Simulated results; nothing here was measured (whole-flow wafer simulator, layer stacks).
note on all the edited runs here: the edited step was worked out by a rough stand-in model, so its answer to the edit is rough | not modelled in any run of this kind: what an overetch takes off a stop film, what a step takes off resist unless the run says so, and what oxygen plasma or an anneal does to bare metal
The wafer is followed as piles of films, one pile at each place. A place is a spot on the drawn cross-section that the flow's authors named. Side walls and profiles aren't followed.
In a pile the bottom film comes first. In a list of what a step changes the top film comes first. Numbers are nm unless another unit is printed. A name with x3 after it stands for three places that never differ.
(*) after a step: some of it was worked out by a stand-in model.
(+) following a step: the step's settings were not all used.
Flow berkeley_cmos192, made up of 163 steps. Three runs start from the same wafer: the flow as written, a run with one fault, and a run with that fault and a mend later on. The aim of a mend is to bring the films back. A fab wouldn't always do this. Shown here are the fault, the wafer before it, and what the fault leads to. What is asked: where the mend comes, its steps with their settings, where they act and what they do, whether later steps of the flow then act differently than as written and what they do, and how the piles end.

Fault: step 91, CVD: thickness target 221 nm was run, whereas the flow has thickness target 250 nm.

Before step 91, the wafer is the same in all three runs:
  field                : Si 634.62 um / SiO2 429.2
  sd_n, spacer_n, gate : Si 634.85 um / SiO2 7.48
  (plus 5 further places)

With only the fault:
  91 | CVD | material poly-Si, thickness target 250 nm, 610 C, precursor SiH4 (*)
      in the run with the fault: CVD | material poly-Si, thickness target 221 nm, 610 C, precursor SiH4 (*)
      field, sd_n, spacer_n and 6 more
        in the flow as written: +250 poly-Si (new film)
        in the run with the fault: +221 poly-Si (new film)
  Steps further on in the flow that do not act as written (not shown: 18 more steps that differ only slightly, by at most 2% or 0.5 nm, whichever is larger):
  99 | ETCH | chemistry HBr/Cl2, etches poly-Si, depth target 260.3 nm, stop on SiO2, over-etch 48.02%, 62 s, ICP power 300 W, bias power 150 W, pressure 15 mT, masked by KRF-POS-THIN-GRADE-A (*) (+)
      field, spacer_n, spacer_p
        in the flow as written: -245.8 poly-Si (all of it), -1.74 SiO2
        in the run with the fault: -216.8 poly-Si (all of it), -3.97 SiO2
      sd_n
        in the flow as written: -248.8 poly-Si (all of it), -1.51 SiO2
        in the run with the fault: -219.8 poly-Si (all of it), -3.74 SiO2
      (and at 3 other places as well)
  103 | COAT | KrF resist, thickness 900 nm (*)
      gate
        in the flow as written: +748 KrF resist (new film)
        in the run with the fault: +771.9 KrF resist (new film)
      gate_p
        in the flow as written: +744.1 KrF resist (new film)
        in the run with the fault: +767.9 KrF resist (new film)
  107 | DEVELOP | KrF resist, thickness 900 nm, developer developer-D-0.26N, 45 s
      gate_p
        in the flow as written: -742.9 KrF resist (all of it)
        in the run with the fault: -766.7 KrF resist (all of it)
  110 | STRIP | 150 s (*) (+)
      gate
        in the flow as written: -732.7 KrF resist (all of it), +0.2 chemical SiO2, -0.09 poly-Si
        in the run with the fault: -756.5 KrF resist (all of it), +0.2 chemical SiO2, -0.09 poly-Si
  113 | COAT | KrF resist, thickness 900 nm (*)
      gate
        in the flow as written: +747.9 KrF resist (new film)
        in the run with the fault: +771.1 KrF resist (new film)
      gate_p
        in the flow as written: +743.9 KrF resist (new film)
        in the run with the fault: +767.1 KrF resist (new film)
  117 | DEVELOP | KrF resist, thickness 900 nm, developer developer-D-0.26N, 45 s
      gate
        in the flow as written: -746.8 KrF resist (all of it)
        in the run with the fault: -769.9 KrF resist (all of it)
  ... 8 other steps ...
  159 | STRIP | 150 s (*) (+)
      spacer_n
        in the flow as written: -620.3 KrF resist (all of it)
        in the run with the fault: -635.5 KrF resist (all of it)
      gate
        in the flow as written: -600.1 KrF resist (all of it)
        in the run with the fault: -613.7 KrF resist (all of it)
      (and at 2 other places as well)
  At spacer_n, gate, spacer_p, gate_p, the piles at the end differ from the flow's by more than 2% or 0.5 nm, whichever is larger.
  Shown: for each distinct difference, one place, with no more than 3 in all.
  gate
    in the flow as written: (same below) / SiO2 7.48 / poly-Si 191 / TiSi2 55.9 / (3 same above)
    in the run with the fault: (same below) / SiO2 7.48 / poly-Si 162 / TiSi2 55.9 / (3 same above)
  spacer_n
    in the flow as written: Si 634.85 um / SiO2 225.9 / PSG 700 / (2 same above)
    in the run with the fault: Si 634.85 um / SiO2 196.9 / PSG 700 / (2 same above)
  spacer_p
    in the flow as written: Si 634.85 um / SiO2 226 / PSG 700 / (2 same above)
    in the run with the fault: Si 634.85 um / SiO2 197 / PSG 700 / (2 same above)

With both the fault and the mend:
  The mend follows step 91.
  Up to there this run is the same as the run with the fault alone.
  91a | ETCH | chemistry tmah, depth target 254.1 nm
      field, sd_n, spacer_n and 6 more
        -221 poly-Si (all of it)
  91b | CLEAN | chemistry SPM (the flow's step 87, run once more)
      alters no film at any place that is followed
  91c | CVD | material poly-Si, thickness target 250 nm, 610 C, precursor SiH4 (*) (the flow's step 91, run once more)
      field, sd_n, spacer_n and 6 more
        +250 poly-Si (new film)
  None of the later steps of the flow acts differently than as written at any place that is followed.
  By the end, the piles equal the flow's at every place that both follow.
